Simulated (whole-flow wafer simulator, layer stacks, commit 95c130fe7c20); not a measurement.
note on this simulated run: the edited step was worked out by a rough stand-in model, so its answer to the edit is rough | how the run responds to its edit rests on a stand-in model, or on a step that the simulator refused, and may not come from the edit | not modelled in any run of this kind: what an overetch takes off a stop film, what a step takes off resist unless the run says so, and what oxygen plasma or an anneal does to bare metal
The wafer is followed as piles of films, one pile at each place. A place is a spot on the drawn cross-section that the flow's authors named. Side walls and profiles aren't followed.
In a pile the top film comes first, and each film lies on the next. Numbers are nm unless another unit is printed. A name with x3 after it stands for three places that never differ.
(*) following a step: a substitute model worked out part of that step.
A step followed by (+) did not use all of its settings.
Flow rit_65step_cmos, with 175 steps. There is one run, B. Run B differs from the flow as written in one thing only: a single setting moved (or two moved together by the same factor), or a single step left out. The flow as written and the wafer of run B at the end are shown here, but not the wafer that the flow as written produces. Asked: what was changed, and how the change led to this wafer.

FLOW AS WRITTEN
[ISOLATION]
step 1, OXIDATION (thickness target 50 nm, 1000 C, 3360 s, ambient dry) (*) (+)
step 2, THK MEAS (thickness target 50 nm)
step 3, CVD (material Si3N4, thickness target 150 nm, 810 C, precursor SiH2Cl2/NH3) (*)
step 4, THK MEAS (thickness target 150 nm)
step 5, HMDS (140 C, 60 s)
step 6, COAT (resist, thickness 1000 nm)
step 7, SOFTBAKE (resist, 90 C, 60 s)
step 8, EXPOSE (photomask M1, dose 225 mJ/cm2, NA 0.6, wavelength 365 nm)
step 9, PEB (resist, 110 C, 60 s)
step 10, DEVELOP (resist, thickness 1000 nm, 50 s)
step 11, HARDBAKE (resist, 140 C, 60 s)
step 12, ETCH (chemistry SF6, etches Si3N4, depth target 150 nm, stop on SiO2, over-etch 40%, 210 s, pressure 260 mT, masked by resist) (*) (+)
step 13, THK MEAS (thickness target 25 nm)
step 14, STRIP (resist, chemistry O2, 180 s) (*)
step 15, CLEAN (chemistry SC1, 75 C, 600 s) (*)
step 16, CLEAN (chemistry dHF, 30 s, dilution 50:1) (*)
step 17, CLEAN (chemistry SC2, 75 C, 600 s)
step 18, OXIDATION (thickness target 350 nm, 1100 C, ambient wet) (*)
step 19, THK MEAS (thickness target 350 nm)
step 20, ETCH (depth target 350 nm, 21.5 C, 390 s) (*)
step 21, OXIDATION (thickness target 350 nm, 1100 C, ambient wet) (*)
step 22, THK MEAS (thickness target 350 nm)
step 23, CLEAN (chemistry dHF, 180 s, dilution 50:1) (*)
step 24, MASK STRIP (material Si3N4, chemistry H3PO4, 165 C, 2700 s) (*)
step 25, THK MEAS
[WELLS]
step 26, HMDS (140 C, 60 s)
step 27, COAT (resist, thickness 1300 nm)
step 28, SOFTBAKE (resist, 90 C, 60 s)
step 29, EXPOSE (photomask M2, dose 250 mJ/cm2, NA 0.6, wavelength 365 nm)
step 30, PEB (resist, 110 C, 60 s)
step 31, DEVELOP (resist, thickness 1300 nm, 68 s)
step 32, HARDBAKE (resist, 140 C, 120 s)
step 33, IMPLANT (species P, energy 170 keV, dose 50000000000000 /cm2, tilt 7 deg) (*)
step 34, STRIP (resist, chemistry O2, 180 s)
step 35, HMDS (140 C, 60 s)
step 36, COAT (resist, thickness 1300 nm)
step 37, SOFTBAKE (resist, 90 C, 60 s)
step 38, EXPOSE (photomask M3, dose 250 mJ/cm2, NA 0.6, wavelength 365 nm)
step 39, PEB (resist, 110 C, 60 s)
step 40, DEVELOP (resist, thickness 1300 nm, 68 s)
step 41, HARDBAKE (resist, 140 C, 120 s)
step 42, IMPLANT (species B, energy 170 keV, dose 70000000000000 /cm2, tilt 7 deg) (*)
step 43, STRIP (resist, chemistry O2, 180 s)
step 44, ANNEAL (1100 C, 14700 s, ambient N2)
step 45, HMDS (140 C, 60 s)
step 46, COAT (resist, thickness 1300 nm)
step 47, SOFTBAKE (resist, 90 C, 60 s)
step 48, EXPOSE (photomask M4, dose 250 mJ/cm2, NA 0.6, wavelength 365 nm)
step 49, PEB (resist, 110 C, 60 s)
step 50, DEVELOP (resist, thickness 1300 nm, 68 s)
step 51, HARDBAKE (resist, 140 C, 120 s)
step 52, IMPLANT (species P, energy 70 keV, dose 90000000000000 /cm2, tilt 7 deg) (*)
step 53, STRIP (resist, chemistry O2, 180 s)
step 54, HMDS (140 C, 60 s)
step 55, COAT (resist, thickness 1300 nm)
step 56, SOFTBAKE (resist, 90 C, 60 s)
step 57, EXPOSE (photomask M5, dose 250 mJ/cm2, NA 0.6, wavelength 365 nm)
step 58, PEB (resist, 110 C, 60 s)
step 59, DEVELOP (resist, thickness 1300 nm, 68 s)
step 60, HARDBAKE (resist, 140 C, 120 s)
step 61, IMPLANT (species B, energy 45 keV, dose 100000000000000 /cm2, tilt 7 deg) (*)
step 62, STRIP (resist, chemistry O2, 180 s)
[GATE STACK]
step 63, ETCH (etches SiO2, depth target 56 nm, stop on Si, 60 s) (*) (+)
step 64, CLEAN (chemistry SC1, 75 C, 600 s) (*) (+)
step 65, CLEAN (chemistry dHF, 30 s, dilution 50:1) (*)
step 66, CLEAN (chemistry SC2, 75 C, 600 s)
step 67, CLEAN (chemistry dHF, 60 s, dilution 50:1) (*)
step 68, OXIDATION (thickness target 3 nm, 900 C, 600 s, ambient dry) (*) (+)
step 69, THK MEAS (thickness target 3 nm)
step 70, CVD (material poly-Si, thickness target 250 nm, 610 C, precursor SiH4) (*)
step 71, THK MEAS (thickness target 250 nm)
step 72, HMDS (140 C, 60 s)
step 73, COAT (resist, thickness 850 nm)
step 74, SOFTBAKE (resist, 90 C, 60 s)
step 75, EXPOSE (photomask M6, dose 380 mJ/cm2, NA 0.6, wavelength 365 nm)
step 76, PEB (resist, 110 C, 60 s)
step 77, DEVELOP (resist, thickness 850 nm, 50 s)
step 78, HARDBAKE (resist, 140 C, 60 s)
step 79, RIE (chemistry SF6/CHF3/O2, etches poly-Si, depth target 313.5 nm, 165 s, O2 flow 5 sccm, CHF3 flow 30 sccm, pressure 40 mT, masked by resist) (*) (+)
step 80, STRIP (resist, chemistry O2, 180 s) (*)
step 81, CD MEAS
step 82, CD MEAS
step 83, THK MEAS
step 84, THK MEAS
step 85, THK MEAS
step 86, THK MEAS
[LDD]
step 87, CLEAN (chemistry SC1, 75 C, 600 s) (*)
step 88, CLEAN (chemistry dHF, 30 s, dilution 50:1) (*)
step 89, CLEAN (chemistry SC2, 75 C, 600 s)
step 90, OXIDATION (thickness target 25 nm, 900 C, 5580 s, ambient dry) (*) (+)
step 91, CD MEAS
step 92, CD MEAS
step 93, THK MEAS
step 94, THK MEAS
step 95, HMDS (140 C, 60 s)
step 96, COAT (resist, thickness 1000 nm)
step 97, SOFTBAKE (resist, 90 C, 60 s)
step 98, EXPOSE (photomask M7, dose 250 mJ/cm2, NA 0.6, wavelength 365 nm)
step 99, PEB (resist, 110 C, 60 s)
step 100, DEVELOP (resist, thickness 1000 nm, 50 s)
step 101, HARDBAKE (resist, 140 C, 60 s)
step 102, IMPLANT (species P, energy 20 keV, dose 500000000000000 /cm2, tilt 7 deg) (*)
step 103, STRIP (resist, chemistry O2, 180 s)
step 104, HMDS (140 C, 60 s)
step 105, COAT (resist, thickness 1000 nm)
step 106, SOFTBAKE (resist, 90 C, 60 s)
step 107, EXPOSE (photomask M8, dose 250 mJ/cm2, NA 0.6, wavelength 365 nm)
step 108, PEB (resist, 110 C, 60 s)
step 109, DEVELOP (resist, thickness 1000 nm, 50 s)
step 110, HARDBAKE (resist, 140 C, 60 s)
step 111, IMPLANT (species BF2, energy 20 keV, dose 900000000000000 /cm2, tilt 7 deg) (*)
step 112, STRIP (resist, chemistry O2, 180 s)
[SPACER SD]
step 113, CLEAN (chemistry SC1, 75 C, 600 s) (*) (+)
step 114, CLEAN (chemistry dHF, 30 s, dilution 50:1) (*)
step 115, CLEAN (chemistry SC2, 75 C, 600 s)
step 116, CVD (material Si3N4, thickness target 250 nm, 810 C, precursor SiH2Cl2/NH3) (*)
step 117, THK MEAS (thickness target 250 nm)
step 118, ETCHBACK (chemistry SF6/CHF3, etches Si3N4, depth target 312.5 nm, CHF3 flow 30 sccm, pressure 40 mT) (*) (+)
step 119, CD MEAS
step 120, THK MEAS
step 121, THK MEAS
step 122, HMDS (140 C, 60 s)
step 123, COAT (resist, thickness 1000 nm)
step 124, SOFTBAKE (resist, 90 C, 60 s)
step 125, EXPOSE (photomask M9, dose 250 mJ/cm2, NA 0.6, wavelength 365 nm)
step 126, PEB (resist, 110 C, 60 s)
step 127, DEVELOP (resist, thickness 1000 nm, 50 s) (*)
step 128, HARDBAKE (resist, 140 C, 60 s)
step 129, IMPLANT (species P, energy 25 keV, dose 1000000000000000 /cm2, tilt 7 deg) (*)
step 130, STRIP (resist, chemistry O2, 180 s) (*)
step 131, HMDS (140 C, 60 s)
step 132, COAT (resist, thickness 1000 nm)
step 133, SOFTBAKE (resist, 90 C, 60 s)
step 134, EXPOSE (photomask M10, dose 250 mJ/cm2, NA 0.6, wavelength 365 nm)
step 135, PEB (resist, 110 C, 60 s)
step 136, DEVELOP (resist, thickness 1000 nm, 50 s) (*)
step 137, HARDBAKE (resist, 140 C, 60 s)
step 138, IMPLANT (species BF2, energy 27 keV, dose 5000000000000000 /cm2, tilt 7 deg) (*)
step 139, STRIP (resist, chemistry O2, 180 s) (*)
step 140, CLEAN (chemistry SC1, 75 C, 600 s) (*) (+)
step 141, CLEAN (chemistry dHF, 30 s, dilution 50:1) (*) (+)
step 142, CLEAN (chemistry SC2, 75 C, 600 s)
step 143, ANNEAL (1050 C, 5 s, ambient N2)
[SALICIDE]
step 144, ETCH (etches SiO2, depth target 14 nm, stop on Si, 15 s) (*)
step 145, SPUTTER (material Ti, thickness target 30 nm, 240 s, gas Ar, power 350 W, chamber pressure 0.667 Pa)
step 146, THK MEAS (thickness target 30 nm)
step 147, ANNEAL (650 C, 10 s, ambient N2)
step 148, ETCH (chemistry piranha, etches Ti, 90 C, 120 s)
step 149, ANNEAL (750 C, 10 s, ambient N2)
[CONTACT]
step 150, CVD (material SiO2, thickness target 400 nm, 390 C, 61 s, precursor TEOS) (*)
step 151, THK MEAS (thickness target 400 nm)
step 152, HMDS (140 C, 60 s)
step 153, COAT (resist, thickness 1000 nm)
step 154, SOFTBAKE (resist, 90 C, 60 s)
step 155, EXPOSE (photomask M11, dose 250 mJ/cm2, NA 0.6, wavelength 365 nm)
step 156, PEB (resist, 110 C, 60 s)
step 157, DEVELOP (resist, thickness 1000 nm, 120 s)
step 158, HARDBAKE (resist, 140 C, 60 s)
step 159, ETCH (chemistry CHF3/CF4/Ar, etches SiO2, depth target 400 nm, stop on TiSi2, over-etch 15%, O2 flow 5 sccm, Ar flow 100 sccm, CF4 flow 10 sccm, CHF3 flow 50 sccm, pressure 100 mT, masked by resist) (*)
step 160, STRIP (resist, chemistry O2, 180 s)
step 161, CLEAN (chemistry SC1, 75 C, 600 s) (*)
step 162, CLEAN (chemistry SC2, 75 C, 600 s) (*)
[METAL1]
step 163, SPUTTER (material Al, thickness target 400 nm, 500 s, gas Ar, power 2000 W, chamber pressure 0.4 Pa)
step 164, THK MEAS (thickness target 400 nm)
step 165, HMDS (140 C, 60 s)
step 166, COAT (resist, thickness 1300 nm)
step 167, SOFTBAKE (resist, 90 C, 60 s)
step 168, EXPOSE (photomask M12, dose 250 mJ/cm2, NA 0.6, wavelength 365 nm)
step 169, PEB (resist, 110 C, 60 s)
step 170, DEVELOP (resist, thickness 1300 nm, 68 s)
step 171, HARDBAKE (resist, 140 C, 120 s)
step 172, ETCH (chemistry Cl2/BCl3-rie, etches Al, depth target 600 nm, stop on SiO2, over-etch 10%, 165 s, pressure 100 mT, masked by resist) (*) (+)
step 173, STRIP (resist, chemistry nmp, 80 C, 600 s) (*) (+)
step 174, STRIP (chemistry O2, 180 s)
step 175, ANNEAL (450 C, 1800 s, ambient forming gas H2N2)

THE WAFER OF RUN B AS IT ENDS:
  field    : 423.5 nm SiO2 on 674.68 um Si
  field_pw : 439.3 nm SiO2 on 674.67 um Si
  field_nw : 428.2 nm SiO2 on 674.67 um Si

Cause: step 116, CVD: thickness target 125 nm was run, though the flow has thickness target 250 nm.

Step by step, how the change led to this:
  step 116, CVD (material Si3N4, thickness target 250 nm, 810 C, precursor SiH2Cl2/NH3) (*)
      field, field_pw, field_nw and 11 more: +125 Si3N4 (new film) (it would be, as written: +250 Si3N4 (new film))
  step 118, ETCHBACK (chemistry SF6/CHF3, etches Si3N4, depth target 312.5 nm, CHF3 flow 30 sccm, pressure 40 mT) (*) (+)
      field, field_pw, field_nw, field_p: -125 Si3N4 (all of it), -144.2 SiO2 (it would be, as written: -250 Si3N4 (all of it), -48.1 SiO2)
  step 123, COAT (resist, thickness 1000 nm)
      field: +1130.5 resist (new film) (it would be, as written: +1066.4 resist (new film))
      field_pw: +1090.4 resist (new film) (it would be, as written: +1044.8 resist (new film))
      (and at 2 other places as well)
  step 126, PEB (resist, 110 C, 60 s)
      field: -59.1 resist (it would be, as written: -55.6 resist)
      field_pw: -56.9 resist (it would be, as written: -54.3 resist)
      (and at 2 other places as well)
  step 127, DEVELOP (resist, thickness 1000 nm, 50 s) (*)
      field: -1071.4 resist (all of it) (it would be, as written: -1010.9 resist (all of it))
  step 128, HARDBAKE (resist, 140 C, 60 s)
      field_pw: -70 resist (it would be, as written: -66.4 resist)
      field_nw: -70.4 resist (it would be, as written: -67.1 resist)
      (and at 1 other place as well)
  step 130, STRIP (resist, chemistry O2, 180 s) (*)
      field_pw: -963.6 resist (all of it) (it would be, as written: -924.1 resist (all of it))
      field_nw: -968.5 resist (all of it) (it would be, as written: -928.7 resist (all of it))
      (and at 1 other place as well)
  step 132, COAT (resist, thickness 1000 nm)
      field: +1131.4 resist (new film) (it would be, as written: +1067 resist (new film))
      field_pw: +1090.7 resist (new film) (it would be, as written: +1045.2 resist (new film))
      (and at 2 other places as well)
  step 135, PEB (resist, 110 C, 60 s)
      field: -59.1 resist (it would be, as written: -55.6 resist)
      field_pw: -56.9 resist (it would be, as written: -54.3 resist)
      (and at 2 other places as well)
  step 136, DEVELOP (resist, thickness 1000 nm, 50 s) (*)
      field_p: -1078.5 resist (all of it) (it would be, as written: -1018 resist (all of it))
  step 137, HARDBAKE (resist, 140 C, 60 s)
      field: -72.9 resist (it would be, as written: -68.3 resist)
      field_pw: -70 resist (it would be, as written: -66.4 resist)
      (and at 1 other place as well)
  step 139, STRIP (resist, chemistry O2, 180 s) (*)
      field: -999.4 resist (all of it) (it would be, as written: -943.1 resist (all of it))
      field_pw: -963.9 resist (all of it) (it would be, as written: -924.5 resist (all of it))
      (and at 1 other place as well)
  step 153, COAT (resist, thickness 1000 nm)
      field: +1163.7 resist (new film) (it would be, as written: +1093.2 resist (new film))
      field_pw: +1104 resist (new film) (it would be, as written: +1057.8 resist (new film))
      (and at 2 other places as well)
  step 156, PEB (resist, 110 C, 60 s)
      field: -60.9 resist (it would be, as written: -57 resist)
      field_pw: -57.6 resist (it would be, as written: -55.1 resist)
      (and at 2 other places as well)
  step 158, HARDBAKE (resist, 140 C, 60 s)
      field: -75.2 resist (it would be, as written: -70.2 resist)
      field_pw: -70.9 resist (it would be, as written: -67.6 resist)
      (and at 2 other places as well)
  step 160, STRIP (resist, chemistry O2, 180 s)
      field: -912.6 resist (all of it) (it would be, as written: -851 resist (all of it))
      field_pw: -860.5 resist (all of it) (it would be, as written: -820.1 resist (all of it))
      (and at 2 other places as well)
  ... 2 other steps ...
  step 170, DEVELOP (resist, thickness 1300 nm, 68 s)
      field: -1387 resist (all of it) (it would be, as written: -1316.6 resist (all of it))
      field_pw: -1332.8 resist (all of it) (it would be, as written: -1285.5 resist (all of it))
      (and at 2 other places as well)
